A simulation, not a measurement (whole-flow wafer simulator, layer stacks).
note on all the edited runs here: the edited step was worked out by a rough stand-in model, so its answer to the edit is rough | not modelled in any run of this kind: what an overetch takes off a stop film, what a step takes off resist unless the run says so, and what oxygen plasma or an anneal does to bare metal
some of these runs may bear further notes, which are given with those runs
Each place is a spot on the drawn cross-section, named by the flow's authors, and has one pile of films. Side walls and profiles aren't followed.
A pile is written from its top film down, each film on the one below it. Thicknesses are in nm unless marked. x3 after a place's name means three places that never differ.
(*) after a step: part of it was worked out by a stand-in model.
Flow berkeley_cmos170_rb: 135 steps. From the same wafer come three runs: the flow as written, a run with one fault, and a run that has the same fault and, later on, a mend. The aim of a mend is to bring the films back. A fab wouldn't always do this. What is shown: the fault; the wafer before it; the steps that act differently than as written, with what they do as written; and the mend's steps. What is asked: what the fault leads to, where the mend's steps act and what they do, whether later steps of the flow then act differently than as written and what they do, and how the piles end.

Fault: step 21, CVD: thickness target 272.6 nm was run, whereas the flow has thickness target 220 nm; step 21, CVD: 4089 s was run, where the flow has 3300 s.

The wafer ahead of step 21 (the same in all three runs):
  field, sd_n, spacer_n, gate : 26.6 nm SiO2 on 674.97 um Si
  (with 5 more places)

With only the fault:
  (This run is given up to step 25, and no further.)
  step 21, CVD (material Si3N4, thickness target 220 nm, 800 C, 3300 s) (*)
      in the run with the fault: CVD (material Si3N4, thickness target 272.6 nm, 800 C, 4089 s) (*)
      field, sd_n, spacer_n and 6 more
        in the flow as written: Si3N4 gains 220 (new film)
        in the run with the fault: Si3N4 gains 272.6 (new film)
  Every later step of the flow up to step 25 that is run acts as written at every place that is followed.
  After step 25, at field, sd_n, spacer_n and 6 more, the piles differ from the flow's by more than 2% or 0.5 nm, whichever is larger.
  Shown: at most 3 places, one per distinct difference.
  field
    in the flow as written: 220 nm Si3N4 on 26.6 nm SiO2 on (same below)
    in the run with the fault: 272.6 nm Si3N4 on 26.6 nm SiO2 on (same below)
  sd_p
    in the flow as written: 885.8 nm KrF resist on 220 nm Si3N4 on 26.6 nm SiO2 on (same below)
    in the run with the fault: 885.8 nm KrF resist on 272.6 nm Si3N4 on 26.6 nm SiO2 on (same below)

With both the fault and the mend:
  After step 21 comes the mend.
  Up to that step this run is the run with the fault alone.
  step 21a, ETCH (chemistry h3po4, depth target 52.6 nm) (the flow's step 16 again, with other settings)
      field, sd_n, spacer_n and 6 more
        Si3N4 loses 52.6
  Every later step of the flow that is run acts as written at every place that is followed.
  The piles end the same as the flow's at every place that both follow.
